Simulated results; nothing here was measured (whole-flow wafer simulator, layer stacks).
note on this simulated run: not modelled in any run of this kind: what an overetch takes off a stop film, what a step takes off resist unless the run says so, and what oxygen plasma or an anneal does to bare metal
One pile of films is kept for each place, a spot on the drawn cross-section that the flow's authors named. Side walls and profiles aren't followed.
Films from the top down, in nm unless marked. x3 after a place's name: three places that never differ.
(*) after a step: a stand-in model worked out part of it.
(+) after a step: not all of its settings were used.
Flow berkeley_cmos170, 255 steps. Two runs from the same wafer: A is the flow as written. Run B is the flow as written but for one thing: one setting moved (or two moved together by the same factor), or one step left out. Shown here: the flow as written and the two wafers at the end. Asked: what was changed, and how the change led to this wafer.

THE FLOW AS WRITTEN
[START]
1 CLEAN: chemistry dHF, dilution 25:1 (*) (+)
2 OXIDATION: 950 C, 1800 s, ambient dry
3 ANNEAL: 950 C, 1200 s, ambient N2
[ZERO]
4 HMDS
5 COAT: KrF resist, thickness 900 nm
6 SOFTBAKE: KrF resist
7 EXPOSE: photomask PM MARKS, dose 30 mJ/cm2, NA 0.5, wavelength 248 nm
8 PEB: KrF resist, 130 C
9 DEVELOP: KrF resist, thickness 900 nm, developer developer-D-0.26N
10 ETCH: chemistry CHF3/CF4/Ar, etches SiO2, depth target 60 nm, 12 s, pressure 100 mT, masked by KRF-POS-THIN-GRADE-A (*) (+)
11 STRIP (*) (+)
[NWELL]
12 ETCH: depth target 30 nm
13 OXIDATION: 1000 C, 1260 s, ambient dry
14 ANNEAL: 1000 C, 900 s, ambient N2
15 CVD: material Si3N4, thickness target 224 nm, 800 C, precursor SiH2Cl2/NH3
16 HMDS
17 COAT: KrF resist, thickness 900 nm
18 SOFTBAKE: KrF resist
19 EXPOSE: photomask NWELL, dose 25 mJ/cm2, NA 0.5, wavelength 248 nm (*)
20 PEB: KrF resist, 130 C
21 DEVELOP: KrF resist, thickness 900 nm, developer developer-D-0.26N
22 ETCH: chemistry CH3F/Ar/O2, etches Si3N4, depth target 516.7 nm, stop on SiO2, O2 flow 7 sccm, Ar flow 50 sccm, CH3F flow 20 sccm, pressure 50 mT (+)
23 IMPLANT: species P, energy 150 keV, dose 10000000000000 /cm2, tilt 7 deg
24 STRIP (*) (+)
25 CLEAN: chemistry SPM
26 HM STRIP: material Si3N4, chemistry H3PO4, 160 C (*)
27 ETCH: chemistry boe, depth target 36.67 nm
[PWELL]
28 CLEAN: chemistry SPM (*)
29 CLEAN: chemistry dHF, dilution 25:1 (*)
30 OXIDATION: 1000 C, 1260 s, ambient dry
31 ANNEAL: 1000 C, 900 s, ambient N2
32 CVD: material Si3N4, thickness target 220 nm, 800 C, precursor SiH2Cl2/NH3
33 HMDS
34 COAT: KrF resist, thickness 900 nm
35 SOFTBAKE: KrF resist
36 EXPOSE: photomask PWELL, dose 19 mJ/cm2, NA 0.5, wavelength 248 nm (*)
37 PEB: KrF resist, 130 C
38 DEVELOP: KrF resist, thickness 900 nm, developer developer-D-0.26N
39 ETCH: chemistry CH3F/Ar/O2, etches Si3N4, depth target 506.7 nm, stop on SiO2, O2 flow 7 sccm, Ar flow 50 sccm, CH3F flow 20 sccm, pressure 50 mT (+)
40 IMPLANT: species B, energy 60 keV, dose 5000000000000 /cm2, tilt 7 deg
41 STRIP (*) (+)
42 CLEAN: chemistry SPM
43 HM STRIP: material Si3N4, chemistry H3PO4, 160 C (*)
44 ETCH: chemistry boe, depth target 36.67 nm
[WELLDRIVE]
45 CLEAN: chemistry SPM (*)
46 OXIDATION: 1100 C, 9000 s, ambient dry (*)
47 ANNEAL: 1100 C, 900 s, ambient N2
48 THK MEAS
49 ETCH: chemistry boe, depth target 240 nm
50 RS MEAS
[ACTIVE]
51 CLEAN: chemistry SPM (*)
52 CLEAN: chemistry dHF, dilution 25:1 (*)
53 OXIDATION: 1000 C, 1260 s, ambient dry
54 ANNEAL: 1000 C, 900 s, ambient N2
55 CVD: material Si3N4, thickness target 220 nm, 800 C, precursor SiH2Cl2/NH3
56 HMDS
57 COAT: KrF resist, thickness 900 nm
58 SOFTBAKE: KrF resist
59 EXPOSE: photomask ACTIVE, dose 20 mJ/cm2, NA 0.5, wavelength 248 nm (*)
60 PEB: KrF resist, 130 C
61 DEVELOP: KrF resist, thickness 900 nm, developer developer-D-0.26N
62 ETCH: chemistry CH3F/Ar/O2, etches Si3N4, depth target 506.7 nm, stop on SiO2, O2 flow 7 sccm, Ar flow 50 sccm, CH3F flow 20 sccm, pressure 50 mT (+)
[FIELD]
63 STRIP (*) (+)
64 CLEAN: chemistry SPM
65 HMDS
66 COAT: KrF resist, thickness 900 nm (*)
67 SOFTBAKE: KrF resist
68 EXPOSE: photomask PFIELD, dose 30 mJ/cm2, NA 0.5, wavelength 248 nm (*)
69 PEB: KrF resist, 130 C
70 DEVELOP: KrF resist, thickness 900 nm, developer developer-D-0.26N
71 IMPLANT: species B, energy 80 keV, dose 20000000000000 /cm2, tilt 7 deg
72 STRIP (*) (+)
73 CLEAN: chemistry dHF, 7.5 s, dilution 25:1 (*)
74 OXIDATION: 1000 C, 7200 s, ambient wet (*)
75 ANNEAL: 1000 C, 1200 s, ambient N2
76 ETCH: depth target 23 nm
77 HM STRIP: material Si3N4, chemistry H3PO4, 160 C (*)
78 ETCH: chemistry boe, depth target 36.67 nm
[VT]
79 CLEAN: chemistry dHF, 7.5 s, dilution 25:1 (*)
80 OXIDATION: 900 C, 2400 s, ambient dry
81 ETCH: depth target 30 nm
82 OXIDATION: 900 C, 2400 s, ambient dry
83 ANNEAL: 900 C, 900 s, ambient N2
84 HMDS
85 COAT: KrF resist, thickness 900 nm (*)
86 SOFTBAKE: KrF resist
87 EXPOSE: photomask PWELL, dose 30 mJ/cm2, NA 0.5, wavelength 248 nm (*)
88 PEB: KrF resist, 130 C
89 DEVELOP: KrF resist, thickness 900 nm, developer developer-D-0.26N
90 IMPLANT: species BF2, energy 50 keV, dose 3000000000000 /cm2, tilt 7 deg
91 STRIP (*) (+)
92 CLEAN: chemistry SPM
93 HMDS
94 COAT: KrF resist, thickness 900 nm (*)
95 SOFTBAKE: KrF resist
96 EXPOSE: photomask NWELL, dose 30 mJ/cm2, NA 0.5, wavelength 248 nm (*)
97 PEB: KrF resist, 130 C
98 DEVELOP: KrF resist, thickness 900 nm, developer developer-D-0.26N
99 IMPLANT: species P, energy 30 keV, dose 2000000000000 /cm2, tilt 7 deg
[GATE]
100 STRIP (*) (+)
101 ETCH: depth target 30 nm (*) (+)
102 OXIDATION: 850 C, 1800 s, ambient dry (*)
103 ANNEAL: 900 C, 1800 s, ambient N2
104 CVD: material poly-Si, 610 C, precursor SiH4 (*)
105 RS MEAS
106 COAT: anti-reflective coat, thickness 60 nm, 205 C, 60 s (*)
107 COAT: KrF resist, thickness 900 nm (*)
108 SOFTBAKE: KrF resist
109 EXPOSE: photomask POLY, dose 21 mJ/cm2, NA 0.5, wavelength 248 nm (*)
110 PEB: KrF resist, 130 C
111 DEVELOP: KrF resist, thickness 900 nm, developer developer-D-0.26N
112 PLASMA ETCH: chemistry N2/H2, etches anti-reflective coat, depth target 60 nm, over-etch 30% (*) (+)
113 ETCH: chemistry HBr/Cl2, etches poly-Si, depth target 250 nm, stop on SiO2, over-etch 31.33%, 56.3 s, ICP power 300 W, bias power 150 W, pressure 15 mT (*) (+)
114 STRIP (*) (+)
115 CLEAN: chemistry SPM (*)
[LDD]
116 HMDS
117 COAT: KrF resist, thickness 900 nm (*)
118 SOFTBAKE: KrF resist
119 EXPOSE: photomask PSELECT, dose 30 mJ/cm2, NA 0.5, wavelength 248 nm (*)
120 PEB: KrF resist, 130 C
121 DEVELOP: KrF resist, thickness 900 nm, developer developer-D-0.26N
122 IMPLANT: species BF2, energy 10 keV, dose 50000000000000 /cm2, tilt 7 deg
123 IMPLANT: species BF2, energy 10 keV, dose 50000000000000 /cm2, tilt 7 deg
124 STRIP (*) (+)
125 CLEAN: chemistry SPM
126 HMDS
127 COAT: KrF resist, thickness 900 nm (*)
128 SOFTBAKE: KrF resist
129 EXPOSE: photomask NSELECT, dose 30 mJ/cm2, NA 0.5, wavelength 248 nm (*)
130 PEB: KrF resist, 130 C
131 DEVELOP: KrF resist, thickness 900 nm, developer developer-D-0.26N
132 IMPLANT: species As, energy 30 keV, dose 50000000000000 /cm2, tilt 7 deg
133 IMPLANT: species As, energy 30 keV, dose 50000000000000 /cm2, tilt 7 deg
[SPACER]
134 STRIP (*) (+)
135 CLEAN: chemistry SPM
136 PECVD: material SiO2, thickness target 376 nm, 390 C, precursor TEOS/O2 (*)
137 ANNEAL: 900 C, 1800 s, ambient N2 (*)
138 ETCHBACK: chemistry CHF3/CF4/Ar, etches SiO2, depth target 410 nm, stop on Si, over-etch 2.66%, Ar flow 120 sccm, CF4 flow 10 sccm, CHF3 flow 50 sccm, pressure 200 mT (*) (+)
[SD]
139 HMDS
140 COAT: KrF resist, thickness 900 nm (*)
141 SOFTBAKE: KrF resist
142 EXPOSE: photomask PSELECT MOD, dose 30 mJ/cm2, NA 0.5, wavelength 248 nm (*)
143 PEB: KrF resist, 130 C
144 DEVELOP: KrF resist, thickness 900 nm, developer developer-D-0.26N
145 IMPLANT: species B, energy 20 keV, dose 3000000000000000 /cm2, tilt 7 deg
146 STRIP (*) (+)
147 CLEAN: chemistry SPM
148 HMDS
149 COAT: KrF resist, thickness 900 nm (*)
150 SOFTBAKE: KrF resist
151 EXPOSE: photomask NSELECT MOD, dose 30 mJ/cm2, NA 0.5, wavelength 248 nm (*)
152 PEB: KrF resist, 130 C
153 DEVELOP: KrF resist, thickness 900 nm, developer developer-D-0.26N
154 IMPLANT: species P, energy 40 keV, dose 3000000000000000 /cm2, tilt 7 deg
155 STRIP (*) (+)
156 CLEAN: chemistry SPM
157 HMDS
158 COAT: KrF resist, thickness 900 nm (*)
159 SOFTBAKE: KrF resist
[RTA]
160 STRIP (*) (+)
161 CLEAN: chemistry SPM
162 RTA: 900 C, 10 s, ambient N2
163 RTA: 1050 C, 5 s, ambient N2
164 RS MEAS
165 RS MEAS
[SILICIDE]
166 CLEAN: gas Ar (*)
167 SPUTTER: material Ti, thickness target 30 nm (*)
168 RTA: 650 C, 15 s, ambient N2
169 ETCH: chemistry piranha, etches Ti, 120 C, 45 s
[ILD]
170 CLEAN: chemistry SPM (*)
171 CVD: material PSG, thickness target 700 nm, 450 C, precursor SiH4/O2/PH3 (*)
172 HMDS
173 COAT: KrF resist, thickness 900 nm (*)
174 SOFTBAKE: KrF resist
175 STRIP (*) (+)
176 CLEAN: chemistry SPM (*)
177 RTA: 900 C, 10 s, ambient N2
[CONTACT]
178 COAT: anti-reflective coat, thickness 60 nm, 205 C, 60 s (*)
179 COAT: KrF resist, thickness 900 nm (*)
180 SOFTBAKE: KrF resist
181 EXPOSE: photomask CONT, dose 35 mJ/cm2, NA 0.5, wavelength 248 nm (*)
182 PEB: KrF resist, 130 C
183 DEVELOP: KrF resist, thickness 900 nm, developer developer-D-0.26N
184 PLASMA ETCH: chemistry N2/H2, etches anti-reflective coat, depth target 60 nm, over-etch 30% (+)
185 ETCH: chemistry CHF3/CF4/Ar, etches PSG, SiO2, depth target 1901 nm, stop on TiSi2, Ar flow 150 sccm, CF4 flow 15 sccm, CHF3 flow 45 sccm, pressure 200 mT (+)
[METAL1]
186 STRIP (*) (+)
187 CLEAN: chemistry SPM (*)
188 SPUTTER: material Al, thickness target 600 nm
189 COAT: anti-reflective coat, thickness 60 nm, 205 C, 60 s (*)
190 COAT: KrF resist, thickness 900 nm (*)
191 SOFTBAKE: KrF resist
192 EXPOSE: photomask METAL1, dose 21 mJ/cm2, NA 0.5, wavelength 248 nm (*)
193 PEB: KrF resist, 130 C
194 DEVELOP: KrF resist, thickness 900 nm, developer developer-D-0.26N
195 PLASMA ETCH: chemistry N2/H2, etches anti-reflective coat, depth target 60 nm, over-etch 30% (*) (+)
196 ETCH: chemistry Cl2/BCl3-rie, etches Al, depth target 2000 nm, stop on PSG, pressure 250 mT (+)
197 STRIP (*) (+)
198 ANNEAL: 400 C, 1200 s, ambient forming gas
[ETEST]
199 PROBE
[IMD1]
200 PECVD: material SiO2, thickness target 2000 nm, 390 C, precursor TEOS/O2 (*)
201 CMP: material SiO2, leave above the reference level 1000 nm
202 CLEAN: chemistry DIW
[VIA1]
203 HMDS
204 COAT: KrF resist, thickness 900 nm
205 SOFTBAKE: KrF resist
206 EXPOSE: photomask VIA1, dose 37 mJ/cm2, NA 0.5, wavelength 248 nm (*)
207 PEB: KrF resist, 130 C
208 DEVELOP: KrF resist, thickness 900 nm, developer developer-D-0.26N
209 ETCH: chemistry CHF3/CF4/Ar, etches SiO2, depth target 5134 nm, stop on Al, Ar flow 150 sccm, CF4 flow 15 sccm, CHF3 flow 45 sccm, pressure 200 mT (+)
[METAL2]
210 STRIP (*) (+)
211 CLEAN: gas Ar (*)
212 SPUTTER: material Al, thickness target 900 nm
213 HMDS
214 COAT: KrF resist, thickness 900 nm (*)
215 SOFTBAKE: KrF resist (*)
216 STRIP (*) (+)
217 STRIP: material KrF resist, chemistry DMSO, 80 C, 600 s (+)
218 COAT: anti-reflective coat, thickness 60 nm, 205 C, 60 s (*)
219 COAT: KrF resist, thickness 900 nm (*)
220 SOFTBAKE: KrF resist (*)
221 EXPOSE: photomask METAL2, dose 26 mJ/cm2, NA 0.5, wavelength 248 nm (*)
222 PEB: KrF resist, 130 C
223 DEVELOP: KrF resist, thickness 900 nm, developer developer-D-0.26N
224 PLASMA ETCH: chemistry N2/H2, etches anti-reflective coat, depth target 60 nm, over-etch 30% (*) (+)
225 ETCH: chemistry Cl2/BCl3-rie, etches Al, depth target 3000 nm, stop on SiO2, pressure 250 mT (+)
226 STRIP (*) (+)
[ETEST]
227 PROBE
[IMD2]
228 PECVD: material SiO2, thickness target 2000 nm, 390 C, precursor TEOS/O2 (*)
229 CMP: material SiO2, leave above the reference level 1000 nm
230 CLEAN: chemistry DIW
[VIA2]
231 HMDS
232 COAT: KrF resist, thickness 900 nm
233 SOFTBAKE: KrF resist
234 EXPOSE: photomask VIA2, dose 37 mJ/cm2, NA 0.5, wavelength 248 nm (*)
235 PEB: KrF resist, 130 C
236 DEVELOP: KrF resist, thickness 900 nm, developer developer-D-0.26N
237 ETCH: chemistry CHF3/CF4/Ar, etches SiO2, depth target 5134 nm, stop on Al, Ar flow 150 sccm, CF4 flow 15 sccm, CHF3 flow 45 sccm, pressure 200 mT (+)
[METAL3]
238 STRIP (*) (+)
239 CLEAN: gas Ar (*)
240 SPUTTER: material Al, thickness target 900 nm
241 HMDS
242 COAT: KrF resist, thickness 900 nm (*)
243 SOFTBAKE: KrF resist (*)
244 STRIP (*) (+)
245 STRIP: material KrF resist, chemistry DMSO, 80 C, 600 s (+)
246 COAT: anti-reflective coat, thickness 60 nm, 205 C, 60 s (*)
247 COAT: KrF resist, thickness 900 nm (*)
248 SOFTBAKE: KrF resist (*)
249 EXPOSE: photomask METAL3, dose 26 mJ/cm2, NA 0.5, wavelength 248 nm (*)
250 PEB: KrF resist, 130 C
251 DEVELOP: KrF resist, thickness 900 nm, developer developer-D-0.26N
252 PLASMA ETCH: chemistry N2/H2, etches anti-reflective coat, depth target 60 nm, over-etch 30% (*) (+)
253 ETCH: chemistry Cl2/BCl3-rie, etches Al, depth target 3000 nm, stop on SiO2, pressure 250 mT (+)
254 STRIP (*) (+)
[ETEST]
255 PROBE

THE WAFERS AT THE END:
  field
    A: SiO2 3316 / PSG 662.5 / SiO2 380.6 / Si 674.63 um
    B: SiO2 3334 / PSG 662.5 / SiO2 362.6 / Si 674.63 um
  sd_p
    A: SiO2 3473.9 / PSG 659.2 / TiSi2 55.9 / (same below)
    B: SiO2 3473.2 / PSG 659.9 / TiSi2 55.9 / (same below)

The cause: step 81, ETCH: depth target 48 nm was run, where the flow has depth target 30 nm.

How the change led to this, step by step:
  81 ETCH: depth target 30 nm
      field: A SiO2 -30 | B SiO2 -48
  106 COAT: anti-reflective coat, thickness 60 nm, 205 C, 60 s (*)
      sd_n: A anti-reflective coat +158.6 (new film) | B anti-reflective coat +146.4 (new film)
      spacer_n: A anti-reflective coat +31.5 (new film) | B anti-reflective coat +35.8 (new film)
      (and at 6 more places)
  112 PLASMA ETCH: chemistry N2/H2, etches anti-reflective coat, depth target 60 nm, over-etch 30% (*) (+)
      sd_n: A anti-reflective coat -158.6 (all of it), poly-Si -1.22 | B anti-reflective coat -146.4 (all of it), poly-Si -1.13
      spacer_n: A anti-reflective coat -31.5 (all of it), poly-Si -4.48 | B anti-reflective coat -35.8 (all of it), poly-Si -3.96
      (and at 4 more places)
  114 STRIP (*) (+)
      gate_n: A chemical SiO2 +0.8 (new film), KrF resist -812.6 (all of it), anti-reflective coat -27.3 (all of it), poly-Si -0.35 | B chemical SiO2 +0.8 (new film), KrF resist -798.3 (all of it), anti-reflective coat -31.8 (all of it), poly-Si -0.35
      gate_p: A chemical SiO2 +0.8 (new film), KrF resist -782.1 (all of it), anti-reflective coat -29.6 (all of it), poly-Si -0.35 | B chemical SiO2 +0.8 (new film), KrF resist -772.9 (all of it), anti-reflective coat -32.7 (all of it), poly-Si -0.35
  178 COAT: anti-reflective coat, thickness 60 nm, 205 C, 60 s (*)
      sd_n: A anti-reflective coat +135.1 (new film) | B anti-reflective coat +126.2 (new film)
      gate_n: A anti-reflective coat +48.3 (new film) | B anti-reflective coat +46.9 (new film)
      (and at 3 more places)
  186 STRIP (*) (+)
      sd_n: A KrF resist -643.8 (all of it), anti-reflective coat -135.1 (all of it) | B KrF resist -642.9 (all of it), anti-reflective coat -126.2 (all of it)
      gate_n: A KrF resist -553.1 (all of it), anti-reflective coat -48.3 (all of it) | B KrF resist -544.9 (all of it), anti-reflective coat -46.9 (all of it)
      (and at 3 more places)
  189 COAT: anti-reflective coat, thickness 60 nm, 205 C, 60 s (*)
      field: A anti-reflective coat +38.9 (new film) | B anti-reflective coat +38.1 (new film)
      sd_p: A anti-reflective coat +86.5 (new film) | B anti-reflective coat +84.6 (new film)
      (and at 1 more place)
  195 PLASMA ETCH: chemistry N2/H2, etches anti-reflective coat, depth target 60 nm, over-etch 30% (*) (+)
      contact, m1, via1, m2, via2: A KrF resist -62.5 | B KrF resist -61.1
      field: A anti-reflective coat -38.9 (all of it) | B anti-reflective coat -38.1 (all of it)
      (and at 1 more place)
  197 STRIP (*) (+)
      m2: A KrF resist -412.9 (all of it), anti-reflective coat -61.1 (all of it) | B KrF resist -406.7 (all of it), anti-reflective coat -63.5 (all of it)
  201 CMP: material SiO2, leave above the reference level 1000 nm
      field: A SiO2 -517 | B SiO2 -499
